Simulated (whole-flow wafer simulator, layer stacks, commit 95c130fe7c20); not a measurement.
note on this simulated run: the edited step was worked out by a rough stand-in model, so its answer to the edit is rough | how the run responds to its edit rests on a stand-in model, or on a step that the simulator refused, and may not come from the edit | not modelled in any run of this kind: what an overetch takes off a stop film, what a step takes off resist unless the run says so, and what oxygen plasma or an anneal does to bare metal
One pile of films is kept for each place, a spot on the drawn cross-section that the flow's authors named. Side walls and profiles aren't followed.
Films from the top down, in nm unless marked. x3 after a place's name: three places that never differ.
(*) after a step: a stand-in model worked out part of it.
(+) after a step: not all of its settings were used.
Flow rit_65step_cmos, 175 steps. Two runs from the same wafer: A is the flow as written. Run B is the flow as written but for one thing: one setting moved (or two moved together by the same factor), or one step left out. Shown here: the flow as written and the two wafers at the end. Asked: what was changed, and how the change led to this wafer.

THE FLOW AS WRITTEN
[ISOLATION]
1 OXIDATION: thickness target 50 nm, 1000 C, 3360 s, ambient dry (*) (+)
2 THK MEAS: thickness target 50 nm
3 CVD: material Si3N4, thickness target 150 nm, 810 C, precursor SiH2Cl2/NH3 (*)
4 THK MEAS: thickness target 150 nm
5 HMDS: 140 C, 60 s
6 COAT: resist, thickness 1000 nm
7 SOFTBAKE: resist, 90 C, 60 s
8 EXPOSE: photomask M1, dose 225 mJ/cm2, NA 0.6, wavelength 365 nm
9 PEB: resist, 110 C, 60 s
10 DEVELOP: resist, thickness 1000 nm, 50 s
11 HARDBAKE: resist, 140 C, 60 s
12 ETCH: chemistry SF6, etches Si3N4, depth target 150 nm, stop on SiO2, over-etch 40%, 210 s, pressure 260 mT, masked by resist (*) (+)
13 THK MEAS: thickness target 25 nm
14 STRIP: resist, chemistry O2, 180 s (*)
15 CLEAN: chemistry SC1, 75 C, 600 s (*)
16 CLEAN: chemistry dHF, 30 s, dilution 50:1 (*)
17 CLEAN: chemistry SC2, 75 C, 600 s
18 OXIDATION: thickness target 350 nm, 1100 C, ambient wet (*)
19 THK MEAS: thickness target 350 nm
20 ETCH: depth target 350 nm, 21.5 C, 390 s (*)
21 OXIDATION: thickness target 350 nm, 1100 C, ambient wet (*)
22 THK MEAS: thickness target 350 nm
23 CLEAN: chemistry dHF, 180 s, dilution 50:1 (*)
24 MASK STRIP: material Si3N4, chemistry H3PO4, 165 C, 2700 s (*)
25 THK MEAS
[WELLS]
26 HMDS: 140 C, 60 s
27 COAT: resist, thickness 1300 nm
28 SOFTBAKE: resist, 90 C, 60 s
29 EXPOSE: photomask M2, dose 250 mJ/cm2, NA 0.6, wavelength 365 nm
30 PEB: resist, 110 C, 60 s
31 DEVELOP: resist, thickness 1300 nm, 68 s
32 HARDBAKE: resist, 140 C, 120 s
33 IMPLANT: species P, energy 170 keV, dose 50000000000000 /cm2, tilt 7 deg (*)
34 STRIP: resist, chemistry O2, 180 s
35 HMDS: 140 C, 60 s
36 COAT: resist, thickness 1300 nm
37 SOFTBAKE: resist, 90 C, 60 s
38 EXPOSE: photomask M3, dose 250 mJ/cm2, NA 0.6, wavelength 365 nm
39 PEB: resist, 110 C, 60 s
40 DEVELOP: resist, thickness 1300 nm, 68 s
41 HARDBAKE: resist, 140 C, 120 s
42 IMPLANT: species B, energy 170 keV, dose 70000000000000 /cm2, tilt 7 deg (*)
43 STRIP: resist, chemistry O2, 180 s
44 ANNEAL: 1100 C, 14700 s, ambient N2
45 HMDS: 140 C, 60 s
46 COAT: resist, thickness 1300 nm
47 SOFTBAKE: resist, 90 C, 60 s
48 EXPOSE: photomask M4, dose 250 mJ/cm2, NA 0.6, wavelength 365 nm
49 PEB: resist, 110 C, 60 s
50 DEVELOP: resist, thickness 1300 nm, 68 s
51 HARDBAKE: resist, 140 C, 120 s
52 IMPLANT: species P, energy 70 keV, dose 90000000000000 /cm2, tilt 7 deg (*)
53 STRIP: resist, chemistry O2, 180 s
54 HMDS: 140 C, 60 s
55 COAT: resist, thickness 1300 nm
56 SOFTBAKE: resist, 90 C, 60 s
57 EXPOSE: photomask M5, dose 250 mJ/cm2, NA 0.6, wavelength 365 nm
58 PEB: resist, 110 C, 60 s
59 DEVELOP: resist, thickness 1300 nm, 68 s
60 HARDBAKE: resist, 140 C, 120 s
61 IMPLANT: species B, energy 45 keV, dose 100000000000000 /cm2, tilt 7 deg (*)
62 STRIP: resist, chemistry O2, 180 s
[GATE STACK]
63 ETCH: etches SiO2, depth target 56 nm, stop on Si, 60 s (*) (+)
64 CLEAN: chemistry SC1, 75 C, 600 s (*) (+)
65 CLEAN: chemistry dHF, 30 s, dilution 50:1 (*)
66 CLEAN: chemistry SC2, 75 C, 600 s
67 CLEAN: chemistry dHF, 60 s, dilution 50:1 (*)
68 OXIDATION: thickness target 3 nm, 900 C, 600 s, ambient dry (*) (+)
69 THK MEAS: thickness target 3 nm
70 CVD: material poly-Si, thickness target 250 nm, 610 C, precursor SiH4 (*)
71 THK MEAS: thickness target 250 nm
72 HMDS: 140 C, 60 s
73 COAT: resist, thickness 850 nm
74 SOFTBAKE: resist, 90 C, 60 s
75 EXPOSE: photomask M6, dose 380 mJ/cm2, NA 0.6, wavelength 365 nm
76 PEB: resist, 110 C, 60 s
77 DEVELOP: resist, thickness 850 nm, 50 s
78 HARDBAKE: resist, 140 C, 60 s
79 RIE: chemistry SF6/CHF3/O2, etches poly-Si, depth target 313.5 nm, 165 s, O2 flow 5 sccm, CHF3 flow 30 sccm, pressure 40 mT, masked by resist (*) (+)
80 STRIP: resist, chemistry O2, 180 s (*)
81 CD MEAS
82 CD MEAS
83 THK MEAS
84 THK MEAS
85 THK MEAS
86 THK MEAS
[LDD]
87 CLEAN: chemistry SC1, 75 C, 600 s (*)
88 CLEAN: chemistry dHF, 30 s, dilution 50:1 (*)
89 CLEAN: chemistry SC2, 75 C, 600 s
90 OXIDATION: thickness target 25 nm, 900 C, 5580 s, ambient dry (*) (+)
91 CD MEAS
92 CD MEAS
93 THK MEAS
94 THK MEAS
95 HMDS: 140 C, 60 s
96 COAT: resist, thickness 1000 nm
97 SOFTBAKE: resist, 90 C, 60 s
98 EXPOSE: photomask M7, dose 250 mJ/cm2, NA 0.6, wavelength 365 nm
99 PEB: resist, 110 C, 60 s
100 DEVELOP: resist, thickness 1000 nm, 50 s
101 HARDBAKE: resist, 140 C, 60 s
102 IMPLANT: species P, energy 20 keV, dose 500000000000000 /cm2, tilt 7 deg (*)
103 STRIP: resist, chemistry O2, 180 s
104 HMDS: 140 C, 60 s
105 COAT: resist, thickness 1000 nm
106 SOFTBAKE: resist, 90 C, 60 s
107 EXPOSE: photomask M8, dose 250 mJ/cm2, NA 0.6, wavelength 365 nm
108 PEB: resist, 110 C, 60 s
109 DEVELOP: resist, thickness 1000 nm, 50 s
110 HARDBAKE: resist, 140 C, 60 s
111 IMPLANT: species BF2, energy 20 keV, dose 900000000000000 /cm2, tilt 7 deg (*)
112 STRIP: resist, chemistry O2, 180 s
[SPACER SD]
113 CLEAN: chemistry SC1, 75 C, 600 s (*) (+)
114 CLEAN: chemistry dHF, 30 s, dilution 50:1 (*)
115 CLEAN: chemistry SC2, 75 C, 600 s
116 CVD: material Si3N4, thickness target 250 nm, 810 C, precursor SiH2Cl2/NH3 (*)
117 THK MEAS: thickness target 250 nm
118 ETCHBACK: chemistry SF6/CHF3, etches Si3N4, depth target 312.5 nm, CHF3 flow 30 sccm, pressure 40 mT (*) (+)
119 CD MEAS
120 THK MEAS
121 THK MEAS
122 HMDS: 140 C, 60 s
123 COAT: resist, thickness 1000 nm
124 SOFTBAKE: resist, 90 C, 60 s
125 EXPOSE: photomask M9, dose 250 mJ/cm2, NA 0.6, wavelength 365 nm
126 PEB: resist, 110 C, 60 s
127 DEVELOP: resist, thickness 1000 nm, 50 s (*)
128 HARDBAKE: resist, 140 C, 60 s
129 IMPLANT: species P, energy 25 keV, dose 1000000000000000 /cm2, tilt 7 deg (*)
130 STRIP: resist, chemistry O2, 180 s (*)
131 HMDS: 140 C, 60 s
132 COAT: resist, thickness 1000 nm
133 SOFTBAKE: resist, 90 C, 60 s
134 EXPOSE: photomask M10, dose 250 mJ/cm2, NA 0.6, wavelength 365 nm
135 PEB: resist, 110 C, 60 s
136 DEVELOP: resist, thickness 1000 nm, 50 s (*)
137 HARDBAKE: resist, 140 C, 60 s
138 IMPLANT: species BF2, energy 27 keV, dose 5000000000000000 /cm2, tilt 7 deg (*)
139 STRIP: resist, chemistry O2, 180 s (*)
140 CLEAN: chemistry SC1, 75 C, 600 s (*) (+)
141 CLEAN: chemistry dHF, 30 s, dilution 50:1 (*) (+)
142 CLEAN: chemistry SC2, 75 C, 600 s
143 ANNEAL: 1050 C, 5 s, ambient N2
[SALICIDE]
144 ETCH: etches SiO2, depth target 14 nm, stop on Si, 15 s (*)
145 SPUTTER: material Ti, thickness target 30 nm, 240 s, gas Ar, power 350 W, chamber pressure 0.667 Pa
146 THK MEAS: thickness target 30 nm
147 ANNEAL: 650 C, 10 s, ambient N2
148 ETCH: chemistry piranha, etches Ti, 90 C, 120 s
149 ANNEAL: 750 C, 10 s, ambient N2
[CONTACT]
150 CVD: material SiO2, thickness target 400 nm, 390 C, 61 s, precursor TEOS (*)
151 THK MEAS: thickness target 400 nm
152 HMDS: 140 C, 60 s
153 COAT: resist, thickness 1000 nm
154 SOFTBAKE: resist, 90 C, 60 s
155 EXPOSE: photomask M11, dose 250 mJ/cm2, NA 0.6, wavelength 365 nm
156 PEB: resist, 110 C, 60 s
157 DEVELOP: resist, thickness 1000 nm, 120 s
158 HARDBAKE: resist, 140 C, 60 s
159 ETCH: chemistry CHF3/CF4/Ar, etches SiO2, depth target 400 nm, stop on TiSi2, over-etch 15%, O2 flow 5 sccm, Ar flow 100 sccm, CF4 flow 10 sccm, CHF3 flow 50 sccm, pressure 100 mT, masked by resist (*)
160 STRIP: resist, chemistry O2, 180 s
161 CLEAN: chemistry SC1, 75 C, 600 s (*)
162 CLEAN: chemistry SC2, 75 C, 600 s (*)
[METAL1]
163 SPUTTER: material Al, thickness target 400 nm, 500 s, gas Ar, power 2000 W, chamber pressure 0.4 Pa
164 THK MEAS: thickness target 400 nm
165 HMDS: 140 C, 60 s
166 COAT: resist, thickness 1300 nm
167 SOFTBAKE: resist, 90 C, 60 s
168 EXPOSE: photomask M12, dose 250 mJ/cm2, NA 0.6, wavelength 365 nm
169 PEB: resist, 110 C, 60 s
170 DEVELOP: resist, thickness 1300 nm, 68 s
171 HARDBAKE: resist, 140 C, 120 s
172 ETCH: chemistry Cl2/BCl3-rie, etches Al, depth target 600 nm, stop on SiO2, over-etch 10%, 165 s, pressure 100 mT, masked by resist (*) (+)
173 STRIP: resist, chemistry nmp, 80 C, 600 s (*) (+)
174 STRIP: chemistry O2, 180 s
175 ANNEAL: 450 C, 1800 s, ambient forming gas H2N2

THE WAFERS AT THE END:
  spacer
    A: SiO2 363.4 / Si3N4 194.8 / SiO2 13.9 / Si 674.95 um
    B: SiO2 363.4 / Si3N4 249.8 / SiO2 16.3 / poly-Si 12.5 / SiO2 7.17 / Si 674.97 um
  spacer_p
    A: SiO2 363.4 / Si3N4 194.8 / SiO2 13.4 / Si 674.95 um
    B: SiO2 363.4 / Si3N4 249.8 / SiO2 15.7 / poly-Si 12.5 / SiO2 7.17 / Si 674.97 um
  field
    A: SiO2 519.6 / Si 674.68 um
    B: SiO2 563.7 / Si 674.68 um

The cause: step 70, CVD: thickness target 343 nm was run, where the flow has thickness target 250 nm.

How the change led to this, step by step:
  70 CVD: material poly-Si, thickness target 250 nm, 610 C, precursor SiH4 (*)
      field, field_pw, field_nw and 11 more: A poly-Si +250 (new film) | B poly-Si +343 (new film)
  79 RIE: chemistry SF6/CHF3/O2, etches poly-Si, depth target 313.5 nm, 165 s, O2 flow 5 sccm, CHF3 flow 30 sccm, pressure 40 mT, masked by resist (*) (+)
      active_n, active_p, spacer, spacer_p, sd_n, sd_p, contact, m1: A poly-Si -250 (all of it), SiO2 -7.17 (all of it) | B poly-Si -313.5
      field, field_pw, field_nw, field_p: A poly-Si -250 (all of it), SiO2 -10.9 | B poly-Si -313.5
  80 STRIP: resist, chemistry O2, 180 s (*)
      active_n, active_p, spacer, spacer_p, sd_n, sd_p, contact, m1: A chemical SiO2 +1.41 (new film), Si -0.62 | B chemical SiO2 +1.41 (new film), poly-Si -0.62
      field, field_pw, field_nw, field_p: A nothing | B chemical SiO2 +1.41 (new film), poly-Si -0.62
  87 CLEAN: chemistry SC1, 75 C, 600 s (*)
      active_n, active_p, spacer, spacer_p, sd_n, sd_p, contact, m1: A chemical SiO2 -0.81, Si -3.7 | B chemical SiO2 -0.81, poly-Si -3.7
      field, field_pw, field_nw, field_p: A SiO2 -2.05 | B chemical SiO2 -0.81, poly-Si -3.7
  88 CLEAN: chemistry dHF, 30 s, dilution 50:1 (*)
      field, field_pw, field_nw, field_p: A SiO2 -2.78 | B chemical SiO2 -0.6 (all of it)
  90 OXIDATION: thickness target 25 nm, 900 C, 5580 s, ambient dry (*) (+)
      active_n, active_p, spacer, spacer_p, sd_n, sd_p, contact, m1: A SiO2 +26.5 (new film), chemical SiO2 -0.4 (all of it), Si -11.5 | B SiO2 +28.9 (new film), chemical SiO2 -0.4 (all of it), poly-Si -12.5
      field, field_pw: A SiO2 +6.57, Si -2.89 | B SiO2 +28.9 (new film), chemical SiO2 -0.4 (all of it), poly-Si -12.5
      (and at 2 more places)
  96 COAT: resist, thickness 1000 nm
      gate_n, gate_p: A resist +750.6 (new film) | B resist +701 (new film)
  99 PEB: resist, 110 C, 60 s
      gate_n, gate_p: A resist -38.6 | B resist -35.9
  100 DEVELOP: resist, thickness 1000 nm, 50 s
      gate_n: A resist -712.1 (all of it) | B resist -665.1 (all of it)
  101 HARDBAKE: resist, 140 C, 60 s
      gate_p: A resist -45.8 | B resist -42.3
  103 STRIP: resist, chemistry O2, 180 s
      gate_p: A resist -666.3 (all of it) | B resist -622.8 (all of it)
  105 COAT: resist, thickness 1000 nm
      gate_n, gate_p: A resist +750.6 (new film) | B resist +701 (new film)
  108 PEB: resist, 110 C, 60 s
      gate_n, gate_p: A resist -38.6 | B resist -35.9
  109 DEVELOP: resist, thickness 1000 nm, 50 s
      gate_p: A resist -712.1 (all of it) | B resist -665.1 (all of it)
  110 HARDBAKE: resist, 140 C, 60 s
      gate_n: A resist -45.8 | B resist -42.3
  112 STRIP: resist, chemistry O2, 180 s
      gate_n: A resist -666.3 (all of it) | B resist -622.8 (all of it)
  ... 17 more steps ...
  170 DEVELOP: resist, thickness 1300 nm, 68 s
      gate_n: A resist -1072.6 (all of it) | B resist -1023.4 (all of it)
      gate_p: A resist -1076.3 (all of it) | B resist -1027 (all of it)
      (and at 2 more places)
